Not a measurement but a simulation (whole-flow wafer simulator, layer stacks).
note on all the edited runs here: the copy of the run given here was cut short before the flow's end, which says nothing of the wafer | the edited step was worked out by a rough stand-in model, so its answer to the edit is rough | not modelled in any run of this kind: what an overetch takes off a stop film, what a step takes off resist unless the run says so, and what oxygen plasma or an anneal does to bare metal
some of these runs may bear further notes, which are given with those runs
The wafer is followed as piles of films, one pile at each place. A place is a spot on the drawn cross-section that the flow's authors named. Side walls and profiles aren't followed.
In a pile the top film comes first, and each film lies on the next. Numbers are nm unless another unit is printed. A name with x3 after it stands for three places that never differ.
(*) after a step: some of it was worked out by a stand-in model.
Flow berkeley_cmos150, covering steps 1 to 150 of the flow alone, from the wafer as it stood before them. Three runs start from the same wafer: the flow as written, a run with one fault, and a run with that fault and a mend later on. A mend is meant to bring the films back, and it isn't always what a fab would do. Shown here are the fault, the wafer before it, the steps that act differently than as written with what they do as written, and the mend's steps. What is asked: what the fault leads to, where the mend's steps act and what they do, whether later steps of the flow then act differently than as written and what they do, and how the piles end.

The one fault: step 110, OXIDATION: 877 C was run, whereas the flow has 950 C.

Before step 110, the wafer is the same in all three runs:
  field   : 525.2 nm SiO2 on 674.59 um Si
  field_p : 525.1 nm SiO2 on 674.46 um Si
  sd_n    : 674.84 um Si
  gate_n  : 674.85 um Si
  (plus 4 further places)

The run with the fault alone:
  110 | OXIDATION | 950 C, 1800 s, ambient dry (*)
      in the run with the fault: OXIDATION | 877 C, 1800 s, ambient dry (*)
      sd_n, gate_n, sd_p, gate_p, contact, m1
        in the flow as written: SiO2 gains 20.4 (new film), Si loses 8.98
        in the run with the fault: SiO2 gains 9.88 (new film), Si loses 4.35
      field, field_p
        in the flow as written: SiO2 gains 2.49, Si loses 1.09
        in the run with the fault: SiO2 gains 0.74, Si loses 0.33
  Later steps of the flow acting differently than as written (not shown: 16 more steps that differ only slightly, by at most 2% or 0.5 nm, whichever is larger):
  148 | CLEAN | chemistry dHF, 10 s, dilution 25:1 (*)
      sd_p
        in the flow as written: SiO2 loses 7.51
        in the run with the fault: SiO2 loses 6.7 (all of it)
  The piles end different from the flow's at sd_n, gate_n, sd_p, gate_p, contact, m1 by more than 2% or 0.5 nm, whichever is larger.
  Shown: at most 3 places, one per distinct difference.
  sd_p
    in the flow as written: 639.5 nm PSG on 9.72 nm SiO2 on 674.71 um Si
    in the run with the fault: 639.7 nm PSG on 674.71 um Si
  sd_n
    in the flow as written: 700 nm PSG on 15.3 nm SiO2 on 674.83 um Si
    in the run with the fault: 700 nm PSG on 4.78 nm SiO2 on 674.83 um Si
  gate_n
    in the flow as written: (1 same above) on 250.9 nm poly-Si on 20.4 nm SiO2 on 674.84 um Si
    in the run with the fault: (1 same above) on 250.9 nm poly-Si on 9.88 nm SiO2 on 674.84 um Si

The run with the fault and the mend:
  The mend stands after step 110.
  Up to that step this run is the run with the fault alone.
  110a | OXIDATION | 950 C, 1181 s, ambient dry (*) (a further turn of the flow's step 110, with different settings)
      sd_n, gate_n, sd_p, gate_p, contact, m1
        SiO2 gains 10.5, Si loses 4.63
      field, field_p
        SiO2 gains 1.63, Si loses 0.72
  Every later step of the flow that is run acts as written, at every place that is followed, to within 2% or 0.5 nm, whichever is larger.
  The piles end only slightly different from the flow's at the places that both follow, by no more than 2% or 0.5 nm, whichever is larger.
